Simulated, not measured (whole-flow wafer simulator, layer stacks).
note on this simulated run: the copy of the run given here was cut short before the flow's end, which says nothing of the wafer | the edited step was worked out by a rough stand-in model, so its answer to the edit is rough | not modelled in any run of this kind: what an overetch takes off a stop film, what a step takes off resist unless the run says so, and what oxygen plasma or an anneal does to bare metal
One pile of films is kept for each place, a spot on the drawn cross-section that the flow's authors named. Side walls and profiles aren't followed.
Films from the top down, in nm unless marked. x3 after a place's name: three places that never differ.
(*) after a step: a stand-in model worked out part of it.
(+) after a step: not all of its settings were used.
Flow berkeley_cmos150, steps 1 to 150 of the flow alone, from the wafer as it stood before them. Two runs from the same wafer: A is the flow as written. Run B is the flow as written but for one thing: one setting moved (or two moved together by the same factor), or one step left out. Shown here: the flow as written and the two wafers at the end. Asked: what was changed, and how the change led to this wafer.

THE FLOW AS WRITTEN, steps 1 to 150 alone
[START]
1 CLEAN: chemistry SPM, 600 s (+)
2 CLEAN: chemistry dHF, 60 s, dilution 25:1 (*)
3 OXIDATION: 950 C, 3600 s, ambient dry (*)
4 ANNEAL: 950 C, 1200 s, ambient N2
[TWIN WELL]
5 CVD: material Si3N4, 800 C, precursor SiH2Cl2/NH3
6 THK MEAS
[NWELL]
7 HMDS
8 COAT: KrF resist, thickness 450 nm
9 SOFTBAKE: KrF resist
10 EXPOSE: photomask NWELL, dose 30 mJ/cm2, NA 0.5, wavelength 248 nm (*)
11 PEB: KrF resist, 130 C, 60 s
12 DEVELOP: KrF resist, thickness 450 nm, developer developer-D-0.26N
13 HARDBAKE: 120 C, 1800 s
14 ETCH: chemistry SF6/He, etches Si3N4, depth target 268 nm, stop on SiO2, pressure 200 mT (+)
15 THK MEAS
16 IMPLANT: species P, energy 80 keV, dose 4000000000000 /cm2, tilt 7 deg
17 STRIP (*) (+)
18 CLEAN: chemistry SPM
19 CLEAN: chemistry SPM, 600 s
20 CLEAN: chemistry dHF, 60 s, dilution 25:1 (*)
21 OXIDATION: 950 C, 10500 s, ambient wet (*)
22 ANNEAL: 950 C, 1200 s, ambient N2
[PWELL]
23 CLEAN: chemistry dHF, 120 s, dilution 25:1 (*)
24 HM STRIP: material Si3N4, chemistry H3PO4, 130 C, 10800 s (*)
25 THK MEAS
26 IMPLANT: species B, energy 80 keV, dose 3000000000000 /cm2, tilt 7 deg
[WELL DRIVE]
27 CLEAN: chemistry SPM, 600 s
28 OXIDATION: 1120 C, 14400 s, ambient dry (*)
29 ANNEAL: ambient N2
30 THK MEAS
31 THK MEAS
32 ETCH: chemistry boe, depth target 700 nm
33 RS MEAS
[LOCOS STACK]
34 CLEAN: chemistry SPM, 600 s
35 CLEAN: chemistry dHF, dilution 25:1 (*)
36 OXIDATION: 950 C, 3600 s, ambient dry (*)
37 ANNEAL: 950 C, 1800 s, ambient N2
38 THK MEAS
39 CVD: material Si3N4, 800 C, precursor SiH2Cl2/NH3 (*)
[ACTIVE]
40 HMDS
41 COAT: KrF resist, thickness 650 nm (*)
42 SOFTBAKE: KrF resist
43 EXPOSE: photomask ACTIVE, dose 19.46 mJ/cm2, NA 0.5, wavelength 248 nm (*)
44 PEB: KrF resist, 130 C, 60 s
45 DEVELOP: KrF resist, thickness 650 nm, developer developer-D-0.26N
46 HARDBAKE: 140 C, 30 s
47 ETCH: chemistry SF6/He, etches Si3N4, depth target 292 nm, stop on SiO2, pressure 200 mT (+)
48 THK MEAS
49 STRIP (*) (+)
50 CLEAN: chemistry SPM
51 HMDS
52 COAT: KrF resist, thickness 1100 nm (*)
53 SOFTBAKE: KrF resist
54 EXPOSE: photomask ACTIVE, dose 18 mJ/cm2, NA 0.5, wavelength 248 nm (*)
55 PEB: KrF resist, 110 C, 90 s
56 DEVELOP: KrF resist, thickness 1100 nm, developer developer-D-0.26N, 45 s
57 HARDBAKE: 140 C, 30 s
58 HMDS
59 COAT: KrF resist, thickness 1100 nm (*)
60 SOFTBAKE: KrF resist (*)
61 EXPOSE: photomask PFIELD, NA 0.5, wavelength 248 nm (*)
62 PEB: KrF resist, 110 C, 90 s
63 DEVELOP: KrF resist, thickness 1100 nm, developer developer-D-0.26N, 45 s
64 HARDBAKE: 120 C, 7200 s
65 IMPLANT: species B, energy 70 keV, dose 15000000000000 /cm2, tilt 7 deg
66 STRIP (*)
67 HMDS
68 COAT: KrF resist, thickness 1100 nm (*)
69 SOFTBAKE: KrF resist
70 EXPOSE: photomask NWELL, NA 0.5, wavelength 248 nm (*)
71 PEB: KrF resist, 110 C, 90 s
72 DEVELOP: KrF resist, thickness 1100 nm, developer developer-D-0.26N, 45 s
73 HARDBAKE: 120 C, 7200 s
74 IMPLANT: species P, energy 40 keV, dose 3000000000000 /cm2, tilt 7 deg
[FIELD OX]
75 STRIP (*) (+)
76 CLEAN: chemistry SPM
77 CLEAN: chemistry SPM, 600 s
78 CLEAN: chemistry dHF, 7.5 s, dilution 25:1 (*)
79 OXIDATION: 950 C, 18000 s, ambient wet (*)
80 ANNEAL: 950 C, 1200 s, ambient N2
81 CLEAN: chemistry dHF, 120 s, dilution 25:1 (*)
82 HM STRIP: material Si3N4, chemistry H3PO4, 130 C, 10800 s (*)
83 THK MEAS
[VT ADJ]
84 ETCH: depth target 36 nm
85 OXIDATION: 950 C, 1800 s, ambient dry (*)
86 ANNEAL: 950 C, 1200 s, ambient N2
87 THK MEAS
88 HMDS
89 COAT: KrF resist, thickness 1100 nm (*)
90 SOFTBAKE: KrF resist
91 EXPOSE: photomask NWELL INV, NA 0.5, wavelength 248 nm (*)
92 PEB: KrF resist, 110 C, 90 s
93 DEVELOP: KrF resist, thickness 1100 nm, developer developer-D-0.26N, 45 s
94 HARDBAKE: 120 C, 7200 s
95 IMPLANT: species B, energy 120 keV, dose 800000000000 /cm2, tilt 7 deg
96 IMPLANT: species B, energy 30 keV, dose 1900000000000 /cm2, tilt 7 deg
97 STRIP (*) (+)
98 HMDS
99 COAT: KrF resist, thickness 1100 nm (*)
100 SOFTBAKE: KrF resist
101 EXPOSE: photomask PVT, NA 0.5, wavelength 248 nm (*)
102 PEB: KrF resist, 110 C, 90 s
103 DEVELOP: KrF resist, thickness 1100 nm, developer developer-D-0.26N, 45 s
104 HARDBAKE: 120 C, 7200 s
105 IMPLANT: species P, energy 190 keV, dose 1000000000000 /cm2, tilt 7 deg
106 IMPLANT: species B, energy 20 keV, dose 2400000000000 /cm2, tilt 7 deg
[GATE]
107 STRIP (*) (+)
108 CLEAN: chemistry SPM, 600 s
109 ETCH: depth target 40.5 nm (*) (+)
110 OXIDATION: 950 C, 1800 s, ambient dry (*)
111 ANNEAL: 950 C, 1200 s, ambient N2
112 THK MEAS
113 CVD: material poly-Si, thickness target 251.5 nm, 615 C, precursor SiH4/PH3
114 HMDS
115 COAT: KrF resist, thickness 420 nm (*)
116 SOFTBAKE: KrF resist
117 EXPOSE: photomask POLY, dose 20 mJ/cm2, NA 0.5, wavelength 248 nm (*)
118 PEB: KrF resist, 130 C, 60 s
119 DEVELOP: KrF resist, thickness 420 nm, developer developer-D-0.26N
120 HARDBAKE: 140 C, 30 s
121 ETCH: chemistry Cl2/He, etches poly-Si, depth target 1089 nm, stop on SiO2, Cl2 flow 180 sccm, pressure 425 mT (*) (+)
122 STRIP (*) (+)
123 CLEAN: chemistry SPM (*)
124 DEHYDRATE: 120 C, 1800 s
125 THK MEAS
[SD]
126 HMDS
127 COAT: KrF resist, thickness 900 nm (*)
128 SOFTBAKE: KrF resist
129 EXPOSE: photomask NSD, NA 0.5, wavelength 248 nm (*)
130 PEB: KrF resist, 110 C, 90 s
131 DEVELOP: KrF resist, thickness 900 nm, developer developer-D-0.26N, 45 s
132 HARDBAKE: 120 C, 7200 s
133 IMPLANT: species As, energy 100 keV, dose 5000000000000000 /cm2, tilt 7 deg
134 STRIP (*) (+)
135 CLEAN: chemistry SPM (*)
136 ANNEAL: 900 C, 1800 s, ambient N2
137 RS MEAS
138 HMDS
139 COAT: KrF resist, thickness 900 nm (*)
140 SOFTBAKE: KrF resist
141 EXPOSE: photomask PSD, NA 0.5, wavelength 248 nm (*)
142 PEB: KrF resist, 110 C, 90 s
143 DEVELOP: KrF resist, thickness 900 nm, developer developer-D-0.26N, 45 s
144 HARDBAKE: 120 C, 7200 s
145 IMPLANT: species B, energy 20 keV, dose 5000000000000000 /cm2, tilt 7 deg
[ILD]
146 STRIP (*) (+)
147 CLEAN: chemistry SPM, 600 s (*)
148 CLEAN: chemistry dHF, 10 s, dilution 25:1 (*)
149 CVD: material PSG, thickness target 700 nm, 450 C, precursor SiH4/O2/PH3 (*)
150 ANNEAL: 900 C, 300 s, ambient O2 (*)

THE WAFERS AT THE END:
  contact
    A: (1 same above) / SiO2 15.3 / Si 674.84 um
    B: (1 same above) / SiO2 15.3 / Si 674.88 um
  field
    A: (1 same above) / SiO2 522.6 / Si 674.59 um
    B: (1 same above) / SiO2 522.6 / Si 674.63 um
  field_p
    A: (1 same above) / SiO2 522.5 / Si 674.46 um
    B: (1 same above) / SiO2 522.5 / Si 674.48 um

The cause: step 28, OXIDATION: 7920 s was run, where the flow has 14400 s.

How the change led to this, step by step:
  28 OXIDATION: 1120 C, 14400 s, ambient dry (*)
      field, sd_n, gate_n, contact, m1: A SiO2 +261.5, Si -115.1 | B SiO2 +177.6, Si -78.2
      field_p, sd_p, gate_p: A SiO2 +103.6, Si -45.6 | B SiO2 +59.3, Si -26.1
  32 ETCH: chemistry boe, depth target 700 nm
      field, sd_n, gate_n, contact, m1: A SiO2 -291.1 (all of it) | B SiO2 -207.2 (all of it)
      field_p, sd_p, gate_p: A SiO2 -555.5 (all of it) | B SiO2 -511.2 (all of it)
